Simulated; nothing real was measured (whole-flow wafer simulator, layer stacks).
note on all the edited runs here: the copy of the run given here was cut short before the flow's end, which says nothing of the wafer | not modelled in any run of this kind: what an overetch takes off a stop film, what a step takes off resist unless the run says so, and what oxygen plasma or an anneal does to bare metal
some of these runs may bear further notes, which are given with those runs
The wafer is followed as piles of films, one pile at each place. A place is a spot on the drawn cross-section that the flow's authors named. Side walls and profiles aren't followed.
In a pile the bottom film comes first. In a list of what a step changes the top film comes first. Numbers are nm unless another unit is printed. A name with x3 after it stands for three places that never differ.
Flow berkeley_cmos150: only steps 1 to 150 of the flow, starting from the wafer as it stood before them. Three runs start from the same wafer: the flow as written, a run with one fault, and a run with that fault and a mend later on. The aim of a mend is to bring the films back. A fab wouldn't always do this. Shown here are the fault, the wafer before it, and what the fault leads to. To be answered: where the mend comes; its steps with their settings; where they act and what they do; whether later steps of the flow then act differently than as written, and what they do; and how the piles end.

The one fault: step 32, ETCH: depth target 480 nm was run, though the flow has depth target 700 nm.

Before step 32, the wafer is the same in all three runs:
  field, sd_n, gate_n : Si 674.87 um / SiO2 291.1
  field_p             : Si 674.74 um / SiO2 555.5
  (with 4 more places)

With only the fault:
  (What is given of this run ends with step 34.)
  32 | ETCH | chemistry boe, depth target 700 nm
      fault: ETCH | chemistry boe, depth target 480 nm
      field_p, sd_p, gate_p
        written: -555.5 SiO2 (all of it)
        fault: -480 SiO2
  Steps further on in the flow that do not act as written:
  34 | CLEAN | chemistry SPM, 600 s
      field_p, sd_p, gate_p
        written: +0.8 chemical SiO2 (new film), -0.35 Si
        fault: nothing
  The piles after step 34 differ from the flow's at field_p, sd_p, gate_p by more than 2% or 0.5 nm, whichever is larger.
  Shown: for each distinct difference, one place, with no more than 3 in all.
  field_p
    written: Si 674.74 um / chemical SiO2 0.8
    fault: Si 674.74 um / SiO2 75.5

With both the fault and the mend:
  The mend stands after step 33.
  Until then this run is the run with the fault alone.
  33a | ETCH | chemistry boe, depth target 220 nm (the flow's step 32, run once more with other settings)
      field_p, sd_p, gate_p
        -75.5 SiO2 (all of it)
  Later steps of the flow that are run all act as written at every place that is followed.
  At every place that both follow, the piles at the end match the flow's.
